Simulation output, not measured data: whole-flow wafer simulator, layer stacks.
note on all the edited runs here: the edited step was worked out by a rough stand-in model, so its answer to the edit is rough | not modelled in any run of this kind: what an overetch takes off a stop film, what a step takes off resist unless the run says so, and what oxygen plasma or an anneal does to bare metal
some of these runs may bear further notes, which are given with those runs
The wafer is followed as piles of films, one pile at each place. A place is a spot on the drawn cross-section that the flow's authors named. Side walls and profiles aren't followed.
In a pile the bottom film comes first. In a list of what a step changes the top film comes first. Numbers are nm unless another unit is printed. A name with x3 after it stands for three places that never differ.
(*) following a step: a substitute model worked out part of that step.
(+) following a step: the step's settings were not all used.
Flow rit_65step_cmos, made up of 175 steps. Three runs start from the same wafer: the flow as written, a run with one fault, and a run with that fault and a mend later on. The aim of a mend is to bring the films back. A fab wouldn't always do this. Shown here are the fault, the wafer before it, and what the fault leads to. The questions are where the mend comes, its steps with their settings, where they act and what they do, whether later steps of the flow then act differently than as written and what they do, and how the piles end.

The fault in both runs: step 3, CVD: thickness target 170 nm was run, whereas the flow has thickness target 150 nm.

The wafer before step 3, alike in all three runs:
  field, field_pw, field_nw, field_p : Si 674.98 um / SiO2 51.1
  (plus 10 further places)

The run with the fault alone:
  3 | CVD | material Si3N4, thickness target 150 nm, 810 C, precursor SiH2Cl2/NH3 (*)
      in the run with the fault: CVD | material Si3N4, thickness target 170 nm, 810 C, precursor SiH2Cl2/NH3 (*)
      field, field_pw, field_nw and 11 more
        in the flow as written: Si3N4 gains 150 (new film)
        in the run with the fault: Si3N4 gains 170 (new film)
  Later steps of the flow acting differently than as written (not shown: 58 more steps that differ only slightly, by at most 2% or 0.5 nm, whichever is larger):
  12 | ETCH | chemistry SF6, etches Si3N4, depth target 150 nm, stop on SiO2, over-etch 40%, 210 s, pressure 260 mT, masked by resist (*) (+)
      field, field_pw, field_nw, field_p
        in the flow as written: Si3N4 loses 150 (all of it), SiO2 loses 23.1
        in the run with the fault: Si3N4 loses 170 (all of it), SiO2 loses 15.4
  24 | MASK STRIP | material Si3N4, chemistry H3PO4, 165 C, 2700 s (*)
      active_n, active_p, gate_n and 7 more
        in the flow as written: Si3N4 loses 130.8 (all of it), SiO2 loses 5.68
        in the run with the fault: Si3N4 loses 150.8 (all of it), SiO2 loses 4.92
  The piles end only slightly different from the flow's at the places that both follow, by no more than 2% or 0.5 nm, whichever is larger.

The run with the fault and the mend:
  The mend follows step 4.
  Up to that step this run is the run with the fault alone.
  4a | ETCH | chemistry h3po4, depth target 195.5 nm
      field, field_pw, field_nw and 11 more
        Si3N4 loses 170 (all of it)
  4b | CLEAN | chemistry SC2, 75 C, 600 s
      leaves every film unchanged at each place that is followed
  4c | CVD | material Si3N4, thickness target 150 nm, 810 C, precursor SiH2Cl2/NH3 (*) (the flow's step 3 again)
      field, field_pw, field_nw and 11 more
        Si3N4 gains 150 (new film)
  None of the later steps of the flow acts differently than as written at any place that is followed.
  By the end, the piles equal the flow's at every place that both follow.
